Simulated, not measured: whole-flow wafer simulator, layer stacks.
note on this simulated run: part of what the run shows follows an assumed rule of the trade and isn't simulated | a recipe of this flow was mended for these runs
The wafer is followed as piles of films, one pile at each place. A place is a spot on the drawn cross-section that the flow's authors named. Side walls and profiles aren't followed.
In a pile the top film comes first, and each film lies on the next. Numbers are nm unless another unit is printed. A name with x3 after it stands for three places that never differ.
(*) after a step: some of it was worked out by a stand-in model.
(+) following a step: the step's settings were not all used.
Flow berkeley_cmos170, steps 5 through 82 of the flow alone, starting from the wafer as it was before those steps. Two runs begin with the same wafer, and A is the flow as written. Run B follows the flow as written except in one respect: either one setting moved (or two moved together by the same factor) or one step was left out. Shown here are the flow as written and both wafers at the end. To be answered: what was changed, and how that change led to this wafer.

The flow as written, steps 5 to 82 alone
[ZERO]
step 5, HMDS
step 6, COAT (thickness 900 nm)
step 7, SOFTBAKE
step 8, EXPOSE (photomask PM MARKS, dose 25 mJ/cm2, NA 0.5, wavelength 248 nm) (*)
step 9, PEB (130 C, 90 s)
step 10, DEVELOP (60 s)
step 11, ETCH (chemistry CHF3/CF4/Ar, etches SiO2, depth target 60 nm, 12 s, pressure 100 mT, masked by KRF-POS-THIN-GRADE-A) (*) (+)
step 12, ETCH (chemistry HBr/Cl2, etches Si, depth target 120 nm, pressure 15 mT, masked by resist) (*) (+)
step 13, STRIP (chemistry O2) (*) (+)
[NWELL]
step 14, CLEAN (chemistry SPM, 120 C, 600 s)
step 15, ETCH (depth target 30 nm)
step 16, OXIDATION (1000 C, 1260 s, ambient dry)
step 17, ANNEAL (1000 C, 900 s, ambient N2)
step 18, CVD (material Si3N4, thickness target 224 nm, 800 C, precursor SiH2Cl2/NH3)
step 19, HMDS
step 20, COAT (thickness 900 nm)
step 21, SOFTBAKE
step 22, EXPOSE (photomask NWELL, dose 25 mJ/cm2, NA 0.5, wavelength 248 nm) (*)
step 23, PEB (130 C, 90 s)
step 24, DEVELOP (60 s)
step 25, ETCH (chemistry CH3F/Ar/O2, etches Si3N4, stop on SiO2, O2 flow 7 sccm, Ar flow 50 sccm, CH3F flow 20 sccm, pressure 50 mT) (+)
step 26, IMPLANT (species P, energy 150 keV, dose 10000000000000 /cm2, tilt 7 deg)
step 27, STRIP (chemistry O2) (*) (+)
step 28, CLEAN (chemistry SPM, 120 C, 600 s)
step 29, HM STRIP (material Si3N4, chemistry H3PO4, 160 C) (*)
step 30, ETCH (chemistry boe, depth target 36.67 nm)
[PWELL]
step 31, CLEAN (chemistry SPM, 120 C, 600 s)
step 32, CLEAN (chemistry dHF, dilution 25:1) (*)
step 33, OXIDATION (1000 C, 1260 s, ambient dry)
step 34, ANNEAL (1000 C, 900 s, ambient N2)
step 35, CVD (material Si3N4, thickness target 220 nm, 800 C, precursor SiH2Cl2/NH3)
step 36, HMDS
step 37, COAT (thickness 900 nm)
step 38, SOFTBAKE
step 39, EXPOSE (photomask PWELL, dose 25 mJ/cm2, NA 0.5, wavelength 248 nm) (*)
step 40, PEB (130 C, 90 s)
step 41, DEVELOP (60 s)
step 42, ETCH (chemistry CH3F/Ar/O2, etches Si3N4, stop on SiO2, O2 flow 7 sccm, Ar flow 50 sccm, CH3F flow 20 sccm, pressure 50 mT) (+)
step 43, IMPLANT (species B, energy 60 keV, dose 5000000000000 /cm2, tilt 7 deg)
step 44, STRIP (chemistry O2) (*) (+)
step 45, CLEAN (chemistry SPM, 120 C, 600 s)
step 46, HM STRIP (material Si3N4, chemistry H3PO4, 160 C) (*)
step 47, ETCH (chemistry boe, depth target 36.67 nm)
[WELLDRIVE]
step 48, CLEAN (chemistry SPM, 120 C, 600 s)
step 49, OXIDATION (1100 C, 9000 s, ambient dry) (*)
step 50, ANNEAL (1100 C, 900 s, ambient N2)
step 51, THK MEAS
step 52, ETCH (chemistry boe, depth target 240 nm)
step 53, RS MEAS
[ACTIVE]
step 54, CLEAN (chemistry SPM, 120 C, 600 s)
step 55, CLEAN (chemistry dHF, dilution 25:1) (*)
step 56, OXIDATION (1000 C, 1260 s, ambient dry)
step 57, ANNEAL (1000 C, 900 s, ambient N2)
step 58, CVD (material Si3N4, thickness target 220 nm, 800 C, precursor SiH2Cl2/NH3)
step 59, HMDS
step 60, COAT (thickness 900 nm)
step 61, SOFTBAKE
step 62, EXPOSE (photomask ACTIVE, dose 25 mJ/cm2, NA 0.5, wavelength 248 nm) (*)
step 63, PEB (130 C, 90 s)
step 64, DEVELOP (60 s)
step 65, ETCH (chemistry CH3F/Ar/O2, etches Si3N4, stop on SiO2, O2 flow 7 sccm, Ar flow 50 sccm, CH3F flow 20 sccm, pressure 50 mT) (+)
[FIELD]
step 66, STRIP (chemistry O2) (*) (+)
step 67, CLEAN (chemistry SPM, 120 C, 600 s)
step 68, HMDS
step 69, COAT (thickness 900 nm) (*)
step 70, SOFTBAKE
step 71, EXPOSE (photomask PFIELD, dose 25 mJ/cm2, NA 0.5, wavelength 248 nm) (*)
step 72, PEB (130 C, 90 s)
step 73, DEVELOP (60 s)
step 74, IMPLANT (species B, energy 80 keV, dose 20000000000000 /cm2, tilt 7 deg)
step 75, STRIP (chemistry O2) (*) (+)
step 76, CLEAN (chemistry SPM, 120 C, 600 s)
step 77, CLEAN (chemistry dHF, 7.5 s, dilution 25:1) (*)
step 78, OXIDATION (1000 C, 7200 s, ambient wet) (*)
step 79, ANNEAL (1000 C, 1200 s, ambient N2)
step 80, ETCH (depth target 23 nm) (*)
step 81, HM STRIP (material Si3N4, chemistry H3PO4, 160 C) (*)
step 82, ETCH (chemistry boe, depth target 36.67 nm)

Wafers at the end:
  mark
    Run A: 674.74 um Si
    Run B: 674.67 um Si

Cause: step 12, ETCH: depth target 192 nm was run, while the flow as written has depth target 120 nm.

How this came from the change, step by step:
  step 12, ETCH (chemistry HBr/Cl2, etches Si, depth target 120 nm, pressure 15 mT, masked by resist) (*) (+)
      field, sd_n, spacer_n and 9 more: A KrF-resist loses 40 | B KrF-resist loses 64
      mark: A Si loses 120 | B Si loses 192
  step 13, STRIP (chemistry O2) (*) (+)
      field, sd_n, spacer_n and 9 more: A KrF-resist loses 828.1 (all of it) | B KrF-resist loses 804.1 (all of it)
